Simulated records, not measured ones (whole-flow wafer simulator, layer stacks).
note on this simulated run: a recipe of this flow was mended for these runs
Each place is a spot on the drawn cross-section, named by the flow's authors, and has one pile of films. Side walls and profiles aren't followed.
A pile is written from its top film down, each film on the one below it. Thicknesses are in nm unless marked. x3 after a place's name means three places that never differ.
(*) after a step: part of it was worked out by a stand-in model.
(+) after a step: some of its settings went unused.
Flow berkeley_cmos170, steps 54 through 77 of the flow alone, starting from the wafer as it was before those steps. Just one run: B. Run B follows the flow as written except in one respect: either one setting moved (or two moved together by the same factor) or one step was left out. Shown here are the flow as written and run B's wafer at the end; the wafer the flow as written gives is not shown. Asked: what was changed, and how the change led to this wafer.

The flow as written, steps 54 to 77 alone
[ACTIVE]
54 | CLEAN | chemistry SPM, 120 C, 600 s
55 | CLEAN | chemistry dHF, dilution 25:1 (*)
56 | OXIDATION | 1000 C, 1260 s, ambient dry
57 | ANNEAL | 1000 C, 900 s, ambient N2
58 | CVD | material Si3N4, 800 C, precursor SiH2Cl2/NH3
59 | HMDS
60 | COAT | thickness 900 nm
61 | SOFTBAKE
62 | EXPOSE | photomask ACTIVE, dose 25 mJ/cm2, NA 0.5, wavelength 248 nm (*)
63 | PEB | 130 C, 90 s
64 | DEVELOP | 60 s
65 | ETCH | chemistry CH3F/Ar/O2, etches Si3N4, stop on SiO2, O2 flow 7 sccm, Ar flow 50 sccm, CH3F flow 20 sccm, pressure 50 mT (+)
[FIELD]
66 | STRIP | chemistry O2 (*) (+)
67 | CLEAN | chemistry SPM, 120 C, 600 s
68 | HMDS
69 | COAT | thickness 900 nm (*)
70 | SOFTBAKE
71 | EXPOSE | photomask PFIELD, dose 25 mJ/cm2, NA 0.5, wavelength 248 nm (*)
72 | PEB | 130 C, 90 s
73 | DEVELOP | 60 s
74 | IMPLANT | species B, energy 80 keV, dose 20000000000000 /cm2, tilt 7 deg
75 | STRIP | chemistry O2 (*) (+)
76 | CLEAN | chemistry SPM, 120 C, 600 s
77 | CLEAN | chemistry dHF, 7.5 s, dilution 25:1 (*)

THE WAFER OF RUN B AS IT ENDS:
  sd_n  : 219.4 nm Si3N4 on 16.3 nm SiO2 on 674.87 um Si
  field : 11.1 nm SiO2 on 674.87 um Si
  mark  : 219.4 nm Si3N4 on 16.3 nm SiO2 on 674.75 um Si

What caused this: step 56, OXIDATION: 504 s was run, whereas the flow has 1260 s.

How this came from the change, step by step:
  56 | OXIDATION | 1000 C, 1260 s, ambient dry
      field, mark, sd_n and 10 more: +16.3 SiO2 (new film), -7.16 Si (as written it would have been: +26.6 SiO2 (new film), -11.7 Si)
